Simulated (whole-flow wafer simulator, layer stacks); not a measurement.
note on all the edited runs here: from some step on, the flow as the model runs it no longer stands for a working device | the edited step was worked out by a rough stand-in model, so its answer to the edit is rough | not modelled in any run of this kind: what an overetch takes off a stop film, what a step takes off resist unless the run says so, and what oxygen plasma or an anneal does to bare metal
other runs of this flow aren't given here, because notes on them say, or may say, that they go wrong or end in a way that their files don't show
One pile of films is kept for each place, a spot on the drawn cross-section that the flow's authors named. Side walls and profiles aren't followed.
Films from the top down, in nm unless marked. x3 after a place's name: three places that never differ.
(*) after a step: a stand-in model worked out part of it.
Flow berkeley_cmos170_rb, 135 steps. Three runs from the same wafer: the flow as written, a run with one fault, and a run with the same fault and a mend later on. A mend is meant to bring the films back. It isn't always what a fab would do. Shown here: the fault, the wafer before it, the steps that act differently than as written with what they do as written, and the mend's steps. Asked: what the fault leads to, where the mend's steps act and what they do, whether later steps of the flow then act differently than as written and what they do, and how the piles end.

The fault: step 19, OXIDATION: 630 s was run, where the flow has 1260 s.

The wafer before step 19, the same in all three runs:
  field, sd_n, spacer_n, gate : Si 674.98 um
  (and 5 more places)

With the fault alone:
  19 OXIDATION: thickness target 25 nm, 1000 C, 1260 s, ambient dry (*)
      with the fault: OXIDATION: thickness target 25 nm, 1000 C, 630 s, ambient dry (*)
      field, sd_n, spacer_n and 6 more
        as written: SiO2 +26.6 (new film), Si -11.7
        with the fault: SiO2 +18.4 (new film), Si -8.08
  Later steps of the flow that act differently than as written:
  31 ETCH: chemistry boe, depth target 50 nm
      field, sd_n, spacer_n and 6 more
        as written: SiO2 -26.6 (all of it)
        with the fault: SiO2 -18.4 (all of it)
  At the end the piles differ from the flow's only slightly at the places that both follow, by at most 2% or 0.5 nm, whichever is larger.

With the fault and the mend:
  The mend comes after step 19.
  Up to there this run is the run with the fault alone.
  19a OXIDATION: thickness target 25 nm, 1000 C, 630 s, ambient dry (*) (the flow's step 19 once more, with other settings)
      field, sd_n, spacer_n and 6 more
        SiO2 +8.19, Si -3.6
  No later step of the flow acts differently than as written at any place that is followed.
  At the end the piles are the same as the flow's at every place that both follow.
